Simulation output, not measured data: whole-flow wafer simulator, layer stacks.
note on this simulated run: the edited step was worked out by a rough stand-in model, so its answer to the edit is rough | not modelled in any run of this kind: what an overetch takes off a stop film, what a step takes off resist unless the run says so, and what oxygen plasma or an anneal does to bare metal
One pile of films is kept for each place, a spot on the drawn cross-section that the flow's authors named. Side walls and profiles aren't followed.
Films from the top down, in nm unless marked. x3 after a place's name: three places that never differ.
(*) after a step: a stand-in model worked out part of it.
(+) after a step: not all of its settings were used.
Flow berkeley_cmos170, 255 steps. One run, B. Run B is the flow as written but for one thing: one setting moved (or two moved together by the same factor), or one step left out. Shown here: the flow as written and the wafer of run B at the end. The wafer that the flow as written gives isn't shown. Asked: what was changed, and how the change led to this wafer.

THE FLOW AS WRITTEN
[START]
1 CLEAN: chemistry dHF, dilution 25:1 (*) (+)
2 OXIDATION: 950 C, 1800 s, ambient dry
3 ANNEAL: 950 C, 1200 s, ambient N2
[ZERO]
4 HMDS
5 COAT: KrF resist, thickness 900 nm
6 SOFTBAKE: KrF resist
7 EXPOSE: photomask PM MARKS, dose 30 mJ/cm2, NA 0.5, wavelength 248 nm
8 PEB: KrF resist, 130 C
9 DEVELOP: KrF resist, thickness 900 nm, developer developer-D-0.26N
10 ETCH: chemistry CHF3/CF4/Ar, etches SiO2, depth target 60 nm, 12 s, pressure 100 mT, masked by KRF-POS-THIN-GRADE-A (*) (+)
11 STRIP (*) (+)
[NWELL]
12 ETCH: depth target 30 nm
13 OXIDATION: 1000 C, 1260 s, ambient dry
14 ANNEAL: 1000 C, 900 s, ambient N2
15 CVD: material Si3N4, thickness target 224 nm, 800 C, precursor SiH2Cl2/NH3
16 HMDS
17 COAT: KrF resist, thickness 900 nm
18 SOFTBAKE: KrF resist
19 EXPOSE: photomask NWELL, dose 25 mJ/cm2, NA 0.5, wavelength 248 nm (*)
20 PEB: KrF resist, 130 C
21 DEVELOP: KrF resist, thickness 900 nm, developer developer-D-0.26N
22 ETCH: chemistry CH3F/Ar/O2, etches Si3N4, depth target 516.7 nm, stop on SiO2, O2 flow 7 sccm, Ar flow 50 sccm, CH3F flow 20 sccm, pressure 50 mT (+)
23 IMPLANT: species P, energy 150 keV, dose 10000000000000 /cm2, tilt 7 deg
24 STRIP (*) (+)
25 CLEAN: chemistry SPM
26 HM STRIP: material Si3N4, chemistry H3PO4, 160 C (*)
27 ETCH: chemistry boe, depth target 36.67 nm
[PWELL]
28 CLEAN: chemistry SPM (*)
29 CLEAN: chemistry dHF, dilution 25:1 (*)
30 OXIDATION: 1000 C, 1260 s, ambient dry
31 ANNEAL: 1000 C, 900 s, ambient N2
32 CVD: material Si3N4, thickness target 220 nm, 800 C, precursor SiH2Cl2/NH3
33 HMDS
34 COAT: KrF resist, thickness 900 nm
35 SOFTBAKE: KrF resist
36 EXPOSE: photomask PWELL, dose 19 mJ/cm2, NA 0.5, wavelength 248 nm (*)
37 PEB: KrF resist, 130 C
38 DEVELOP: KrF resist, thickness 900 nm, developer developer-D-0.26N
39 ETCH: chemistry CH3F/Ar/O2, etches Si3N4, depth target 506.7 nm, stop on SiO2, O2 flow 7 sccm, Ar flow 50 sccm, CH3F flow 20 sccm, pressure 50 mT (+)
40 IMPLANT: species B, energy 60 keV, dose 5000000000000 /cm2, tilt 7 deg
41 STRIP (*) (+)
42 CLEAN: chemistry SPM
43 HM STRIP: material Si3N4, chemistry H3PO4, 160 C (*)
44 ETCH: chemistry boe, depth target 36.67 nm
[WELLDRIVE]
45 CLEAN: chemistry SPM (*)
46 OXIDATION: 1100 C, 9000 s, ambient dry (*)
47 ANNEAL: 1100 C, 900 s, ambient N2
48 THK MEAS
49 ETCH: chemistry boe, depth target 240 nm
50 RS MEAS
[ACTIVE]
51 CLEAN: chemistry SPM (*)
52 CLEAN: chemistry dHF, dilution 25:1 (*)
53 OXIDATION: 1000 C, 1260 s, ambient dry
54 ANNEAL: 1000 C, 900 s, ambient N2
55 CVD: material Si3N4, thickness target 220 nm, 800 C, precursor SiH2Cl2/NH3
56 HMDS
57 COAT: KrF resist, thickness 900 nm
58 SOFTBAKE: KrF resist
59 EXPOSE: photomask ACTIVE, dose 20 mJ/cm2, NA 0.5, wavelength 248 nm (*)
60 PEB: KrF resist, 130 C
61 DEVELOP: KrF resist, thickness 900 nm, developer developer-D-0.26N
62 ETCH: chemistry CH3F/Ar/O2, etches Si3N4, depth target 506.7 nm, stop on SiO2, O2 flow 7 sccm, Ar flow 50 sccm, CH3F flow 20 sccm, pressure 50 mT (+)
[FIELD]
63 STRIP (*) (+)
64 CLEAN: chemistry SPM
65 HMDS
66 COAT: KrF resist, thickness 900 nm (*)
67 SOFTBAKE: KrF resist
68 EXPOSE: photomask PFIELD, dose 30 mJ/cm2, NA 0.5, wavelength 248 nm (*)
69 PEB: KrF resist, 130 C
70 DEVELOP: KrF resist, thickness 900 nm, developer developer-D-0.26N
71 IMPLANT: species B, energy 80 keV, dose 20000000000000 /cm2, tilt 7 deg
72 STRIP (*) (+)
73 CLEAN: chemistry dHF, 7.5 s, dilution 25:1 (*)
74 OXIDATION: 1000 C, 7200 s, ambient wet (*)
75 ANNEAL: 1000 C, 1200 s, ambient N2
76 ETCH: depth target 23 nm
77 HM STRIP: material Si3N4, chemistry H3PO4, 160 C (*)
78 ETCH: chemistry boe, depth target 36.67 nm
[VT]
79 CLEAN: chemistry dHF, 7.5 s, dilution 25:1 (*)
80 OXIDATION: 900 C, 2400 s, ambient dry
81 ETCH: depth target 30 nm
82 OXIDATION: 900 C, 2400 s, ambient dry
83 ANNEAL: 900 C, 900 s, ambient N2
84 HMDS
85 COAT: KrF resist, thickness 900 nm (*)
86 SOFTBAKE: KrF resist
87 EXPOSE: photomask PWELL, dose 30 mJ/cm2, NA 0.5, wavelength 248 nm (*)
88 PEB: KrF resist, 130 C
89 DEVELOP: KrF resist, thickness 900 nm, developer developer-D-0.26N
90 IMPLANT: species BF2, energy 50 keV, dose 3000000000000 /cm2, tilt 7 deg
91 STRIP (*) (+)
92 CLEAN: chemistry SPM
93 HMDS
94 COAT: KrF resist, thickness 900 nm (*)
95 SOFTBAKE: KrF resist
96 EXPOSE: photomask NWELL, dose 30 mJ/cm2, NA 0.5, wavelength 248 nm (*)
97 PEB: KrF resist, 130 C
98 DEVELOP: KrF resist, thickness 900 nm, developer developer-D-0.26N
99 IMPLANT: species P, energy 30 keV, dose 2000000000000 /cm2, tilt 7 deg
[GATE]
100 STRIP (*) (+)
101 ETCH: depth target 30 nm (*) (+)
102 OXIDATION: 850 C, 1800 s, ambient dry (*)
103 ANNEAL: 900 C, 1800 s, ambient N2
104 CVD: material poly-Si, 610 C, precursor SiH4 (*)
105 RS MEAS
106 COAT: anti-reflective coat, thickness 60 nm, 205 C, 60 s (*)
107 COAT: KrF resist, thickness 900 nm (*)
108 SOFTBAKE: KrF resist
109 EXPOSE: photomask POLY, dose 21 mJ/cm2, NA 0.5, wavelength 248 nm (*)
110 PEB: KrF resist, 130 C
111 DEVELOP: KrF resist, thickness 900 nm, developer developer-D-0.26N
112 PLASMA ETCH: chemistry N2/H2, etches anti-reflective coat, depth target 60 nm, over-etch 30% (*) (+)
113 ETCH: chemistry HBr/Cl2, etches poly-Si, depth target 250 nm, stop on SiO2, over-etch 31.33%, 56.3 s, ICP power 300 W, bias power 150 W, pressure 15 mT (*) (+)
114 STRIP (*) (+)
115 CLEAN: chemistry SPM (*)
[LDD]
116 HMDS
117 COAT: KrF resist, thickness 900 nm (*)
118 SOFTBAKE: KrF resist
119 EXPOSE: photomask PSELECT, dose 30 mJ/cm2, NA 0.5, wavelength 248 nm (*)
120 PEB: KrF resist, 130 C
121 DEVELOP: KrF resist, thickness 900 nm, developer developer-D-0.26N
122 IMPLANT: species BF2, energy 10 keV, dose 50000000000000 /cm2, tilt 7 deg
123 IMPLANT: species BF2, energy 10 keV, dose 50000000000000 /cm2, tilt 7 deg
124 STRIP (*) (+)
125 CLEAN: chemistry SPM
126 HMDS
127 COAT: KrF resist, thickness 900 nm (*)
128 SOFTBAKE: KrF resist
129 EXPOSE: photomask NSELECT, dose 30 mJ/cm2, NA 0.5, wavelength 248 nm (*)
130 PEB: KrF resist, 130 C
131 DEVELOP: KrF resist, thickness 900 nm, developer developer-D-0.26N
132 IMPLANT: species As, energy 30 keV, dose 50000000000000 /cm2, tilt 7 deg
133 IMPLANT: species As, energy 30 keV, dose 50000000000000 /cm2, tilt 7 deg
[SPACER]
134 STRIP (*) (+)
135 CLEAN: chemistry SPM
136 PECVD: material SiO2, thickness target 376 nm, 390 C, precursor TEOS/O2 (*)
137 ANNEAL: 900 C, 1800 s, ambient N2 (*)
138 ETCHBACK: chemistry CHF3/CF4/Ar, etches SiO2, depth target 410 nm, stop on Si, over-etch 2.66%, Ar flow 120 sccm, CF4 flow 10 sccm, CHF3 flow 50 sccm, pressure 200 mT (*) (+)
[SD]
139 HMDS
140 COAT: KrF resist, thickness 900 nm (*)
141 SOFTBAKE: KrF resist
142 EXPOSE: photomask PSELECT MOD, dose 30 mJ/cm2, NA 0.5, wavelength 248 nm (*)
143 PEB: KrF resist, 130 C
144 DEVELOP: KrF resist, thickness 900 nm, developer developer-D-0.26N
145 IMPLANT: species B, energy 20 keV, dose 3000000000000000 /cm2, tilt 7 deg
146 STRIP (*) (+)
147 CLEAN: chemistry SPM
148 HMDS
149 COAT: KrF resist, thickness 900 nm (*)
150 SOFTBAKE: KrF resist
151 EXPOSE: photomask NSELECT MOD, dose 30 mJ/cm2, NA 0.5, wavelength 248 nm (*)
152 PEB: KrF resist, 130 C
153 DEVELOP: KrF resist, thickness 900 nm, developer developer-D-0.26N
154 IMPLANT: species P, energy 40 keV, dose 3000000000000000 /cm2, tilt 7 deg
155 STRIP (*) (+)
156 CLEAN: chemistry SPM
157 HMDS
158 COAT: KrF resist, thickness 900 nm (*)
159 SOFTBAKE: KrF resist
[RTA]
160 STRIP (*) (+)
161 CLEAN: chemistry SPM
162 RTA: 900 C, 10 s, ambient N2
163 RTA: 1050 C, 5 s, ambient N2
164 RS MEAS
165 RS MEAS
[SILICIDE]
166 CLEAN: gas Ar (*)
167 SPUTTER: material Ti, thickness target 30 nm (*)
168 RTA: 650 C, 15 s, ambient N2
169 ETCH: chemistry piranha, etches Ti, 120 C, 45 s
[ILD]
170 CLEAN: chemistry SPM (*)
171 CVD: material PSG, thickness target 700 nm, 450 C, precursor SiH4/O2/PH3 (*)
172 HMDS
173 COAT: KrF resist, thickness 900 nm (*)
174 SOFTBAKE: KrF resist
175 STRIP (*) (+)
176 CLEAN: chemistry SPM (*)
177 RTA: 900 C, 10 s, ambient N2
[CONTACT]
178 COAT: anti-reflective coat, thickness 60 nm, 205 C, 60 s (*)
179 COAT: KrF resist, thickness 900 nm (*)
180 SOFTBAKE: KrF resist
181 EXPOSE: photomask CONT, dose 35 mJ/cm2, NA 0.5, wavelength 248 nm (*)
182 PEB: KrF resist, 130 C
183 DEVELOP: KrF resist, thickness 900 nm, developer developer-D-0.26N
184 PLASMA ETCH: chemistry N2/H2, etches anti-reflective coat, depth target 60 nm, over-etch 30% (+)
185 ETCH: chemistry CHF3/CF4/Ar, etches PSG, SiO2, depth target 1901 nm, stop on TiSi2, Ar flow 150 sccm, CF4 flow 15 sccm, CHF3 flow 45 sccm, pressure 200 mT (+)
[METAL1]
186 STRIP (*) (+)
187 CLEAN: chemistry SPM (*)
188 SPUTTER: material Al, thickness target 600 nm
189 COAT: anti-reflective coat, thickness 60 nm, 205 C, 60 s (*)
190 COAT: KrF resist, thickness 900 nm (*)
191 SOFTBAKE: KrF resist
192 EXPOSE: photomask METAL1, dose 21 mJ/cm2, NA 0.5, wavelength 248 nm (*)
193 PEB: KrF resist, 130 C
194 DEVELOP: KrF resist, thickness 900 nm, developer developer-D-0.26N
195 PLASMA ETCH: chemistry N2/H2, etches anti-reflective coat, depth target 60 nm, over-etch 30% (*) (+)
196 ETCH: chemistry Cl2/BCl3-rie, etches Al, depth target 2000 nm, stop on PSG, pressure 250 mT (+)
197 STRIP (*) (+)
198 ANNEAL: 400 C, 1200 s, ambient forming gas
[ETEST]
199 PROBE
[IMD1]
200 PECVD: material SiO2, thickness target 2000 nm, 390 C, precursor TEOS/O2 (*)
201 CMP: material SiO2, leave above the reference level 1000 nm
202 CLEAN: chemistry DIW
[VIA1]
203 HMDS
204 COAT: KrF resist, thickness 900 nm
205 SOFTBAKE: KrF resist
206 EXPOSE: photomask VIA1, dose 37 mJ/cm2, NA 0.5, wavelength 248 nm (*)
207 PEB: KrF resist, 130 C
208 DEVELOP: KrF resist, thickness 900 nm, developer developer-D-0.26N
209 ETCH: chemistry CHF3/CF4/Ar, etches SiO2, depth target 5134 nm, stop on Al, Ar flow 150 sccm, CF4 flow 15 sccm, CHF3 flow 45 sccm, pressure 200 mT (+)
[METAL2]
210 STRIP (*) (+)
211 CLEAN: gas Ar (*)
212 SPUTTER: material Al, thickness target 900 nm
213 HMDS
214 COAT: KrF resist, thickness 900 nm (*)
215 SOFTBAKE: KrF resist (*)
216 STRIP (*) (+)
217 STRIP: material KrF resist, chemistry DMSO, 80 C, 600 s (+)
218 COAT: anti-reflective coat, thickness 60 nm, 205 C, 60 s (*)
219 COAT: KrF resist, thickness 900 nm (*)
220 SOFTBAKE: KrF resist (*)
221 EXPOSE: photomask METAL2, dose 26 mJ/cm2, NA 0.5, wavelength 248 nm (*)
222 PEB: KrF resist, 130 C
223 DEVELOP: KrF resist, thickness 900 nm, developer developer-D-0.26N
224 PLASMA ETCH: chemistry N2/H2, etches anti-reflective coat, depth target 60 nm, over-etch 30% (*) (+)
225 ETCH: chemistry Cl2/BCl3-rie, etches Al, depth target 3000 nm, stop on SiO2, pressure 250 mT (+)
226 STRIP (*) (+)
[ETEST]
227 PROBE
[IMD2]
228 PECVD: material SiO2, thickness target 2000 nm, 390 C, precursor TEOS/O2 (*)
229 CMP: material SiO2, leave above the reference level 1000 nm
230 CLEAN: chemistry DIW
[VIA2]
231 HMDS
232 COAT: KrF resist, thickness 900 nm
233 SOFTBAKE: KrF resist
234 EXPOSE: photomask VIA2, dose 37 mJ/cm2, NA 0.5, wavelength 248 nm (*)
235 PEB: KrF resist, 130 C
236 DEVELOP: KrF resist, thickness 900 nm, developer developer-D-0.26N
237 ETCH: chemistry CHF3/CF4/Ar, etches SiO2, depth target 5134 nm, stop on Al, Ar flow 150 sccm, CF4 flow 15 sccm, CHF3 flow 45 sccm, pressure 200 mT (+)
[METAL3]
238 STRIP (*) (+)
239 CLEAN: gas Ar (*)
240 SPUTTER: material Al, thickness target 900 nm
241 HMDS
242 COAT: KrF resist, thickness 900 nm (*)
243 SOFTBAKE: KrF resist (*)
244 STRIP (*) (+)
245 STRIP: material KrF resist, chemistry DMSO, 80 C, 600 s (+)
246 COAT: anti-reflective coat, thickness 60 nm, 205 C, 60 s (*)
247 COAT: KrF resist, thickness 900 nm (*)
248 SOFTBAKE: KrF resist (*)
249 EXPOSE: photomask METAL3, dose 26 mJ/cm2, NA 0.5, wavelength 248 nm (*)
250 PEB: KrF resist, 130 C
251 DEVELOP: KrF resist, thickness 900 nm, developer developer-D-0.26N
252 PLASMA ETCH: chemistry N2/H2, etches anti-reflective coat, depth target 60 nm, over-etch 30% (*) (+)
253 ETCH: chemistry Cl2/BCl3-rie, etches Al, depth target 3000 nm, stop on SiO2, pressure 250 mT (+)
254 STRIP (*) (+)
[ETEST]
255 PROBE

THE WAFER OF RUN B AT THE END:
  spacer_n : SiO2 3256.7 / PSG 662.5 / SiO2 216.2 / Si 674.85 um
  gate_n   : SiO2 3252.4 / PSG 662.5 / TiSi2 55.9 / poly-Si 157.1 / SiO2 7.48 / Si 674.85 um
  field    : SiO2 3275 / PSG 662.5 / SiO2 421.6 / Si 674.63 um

The cause: step 138, ETCHBACK: depth target 369 nm was run, where the flow has depth target 410 nm.

How the change led to this, step by step:
  138 ETCHBACK: chemistry CHF3/CF4/Ar, etches SiO2, depth target 410 nm, stop on Si, over-etch 2.66%, Ar flow 120 sccm, CF4 flow 10 sccm, CHF3 flow 50 sccm, pressure 200 mT (*) (+)
      gate_n, gate_p: SiO2 -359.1 (all of it), chemical SiO2 -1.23 (all of it) (as written it would be: SiO2 -359.1 (all of it), chemical SiO2 -1.23 (all of it), poly-Si -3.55)
      spacer_n, spacer_p: SiO2 -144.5 (as written it would be: SiO2 -184.4)
      (and at 1 more place)
  140 COAT: KrF resist, thickness 900 nm (*)
      sd_n: KrF resist +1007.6 (new film) (as written it would be: KrF resist +985.6 (new film))
      spacer_n: KrF resist +807 (new film) (as written it would be: KrF resist +825.5 (new film))
      (and at 4 more places)
  144 DEVELOP: KrF resist, thickness 900 nm, developer developer-D-0.26N
      sd_p: KrF resist -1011 (all of it) (as written it would be: KrF resist -990.7 (all of it))
      spacer_p: KrF resist -797.2 (all of it) (as written it would be: KrF resist -817.6 (all of it))
      (and at 1 more place)
  146 STRIP (*) (+)
      sd_n: chemical SiO2 +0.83 (new film), KrF resist -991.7 (all of it), Si -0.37 (as written it would be: chemical SiO2 +0.83 (new film), KrF resist -969.8 (all of it), Si -0.36)
      spacer_n: KrF resist -791.5 (all of it) (as written it would be: KrF resist -810 (all of it))
      (and at 1 more place)
  149 COAT: KrF resist, thickness 900 nm (*)
      sd_n: KrF resist +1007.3 (new film) (as written it would be: KrF resist +985.1 (new film))
      spacer_n: KrF resist +807.2 (new film) (as written it would be: KrF resist +825.9 (new film))
      (and at 2 more places)
  153 DEVELOP: KrF resist, thickness 900 nm, developer developer-D-0.26N
      sd_n: KrF resist -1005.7 (all of it) (as written it would be: KrF resist -983.5 (all of it))
      spacer_n: KrF resist -806 (all of it) (as written it would be: KrF resist -824.6 (all of it))
      (and at 1 more place)
  155 STRIP (*) (+)
      gate_p: KrF resist -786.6 (all of it), chemical SiO2 +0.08, poly-Si -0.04 (as written it would be: KrF resist -770.7 (all of it), chemical SiO2 +0.08)
      sd_p: KrF resist -996.5 (all of it), chemical SiO2 +0.08 (as written it would be: KrF resist -976.3 (all of it), chemical SiO2 +0.08)
      (and at 1 more place)
  158 COAT: KrF resist, thickness 900 nm (*)
      sd_n: KrF resist +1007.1 (new film) (as written it would be: KrF resist +984.8 (new film))
      spacer_n: KrF resist +807.1 (new film) (as written it would be: KrF resist +825.6 (new film))
      (and at 2 more places)
  160 STRIP (*) (+)
      sd_n: KrF resist -1007.1 (all of it), chemical SiO2 +0.07 (as written it would be: KrF resist -984.8 (all of it), chemical SiO2 +0.07)
      spacer_n: KrF resist -807.1 (all of it) (as written it would be: KrF resist -825.6 (all of it))
      (and at 2 more places)
  173 COAT: KrF resist, thickness 900 nm (*)
      sd_n: KrF resist +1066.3 (new film) (as written it would be: KrF resist +1038.7 (new film))
      gate_n: KrF resist +855.3 (new film) (as written it would be: KrF resist +832.4 (new film))
      (and at 2 more places)
  175 STRIP (*) (+)
      sd_n: KrF resist -1066.3 (all of it) (as written it would be: KrF resist -1038.7 (all of it))
      gate_n: KrF resist -855.3 (all of it) (as written it would be: KrF resist -832.4 (all of it))
      (and at 2 more places)
  178 COAT: anti-reflective coat, thickness 60 nm, 205 C, 60 s (*)
      sd_n: anti-reflective coat +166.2 (new film) (as written it would be: anti-reflective coat +135.1 (new film))
      spacer_n: anti-reflective coat +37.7 (new film) (as written it would be: anti-reflective coat +41.2 (new film))
      (and at 8 more places)
  184 PLASMA ETCH: chemistry N2/H2, etches anti-reflective coat, depth target 60 nm, over-etch 30% (+)
      field, sd_n, spacer_n and 8 more: KrF resist -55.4 (as written it would be: KrF resist -52.6)
      contact: anti-reflective coat -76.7 (all of it), PSG -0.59 (as written it would be: anti-reflective coat -72.8 (all of it), PSG -0.56)
  186 STRIP (*) (+)
      sd_n: KrF resist -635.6 (all of it), anti-reflective coat -166.2 (all of it) (as written it would be: KrF resist -643.8 (all of it), anti-reflective coat -135.1 (all of it))
      spacer_n: KrF resist -592.5 (all of it), anti-reflective coat -37.7 (all of it) (as written it would be: KrF resist -599.1 (all of it), anti-reflective coat -41.2 (all of it))
      (and at 7 more places)
  188 SPUTTER: material Al, thickness target 600 nm
      sd_p: Al +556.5 (new film) (as written it would be: Al +573.8 (new film))
  189 COAT: anti-reflective coat, thickness 60 nm, 205 C, 60 s (*)
      spacer_n: anti-reflective coat +37.8 (new film) (as written it would be: anti-reflective coat +41.9 (new film))
      gate_n: anti-reflective coat +63.5 (new film) (as written it would be: anti-reflective coat +48 (new film))
      (and at 6 more places)
  ... 5 more steps ...
  201 CMP: material SiO2, leave above the reference level 1000 nm
      spacer_n, spacer_p: SiO2 -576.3 (as written it would be: SiO2 -536.3)
      field: SiO2 -558 (as written it would be: SiO2 -517)
      (and at 1 more place)
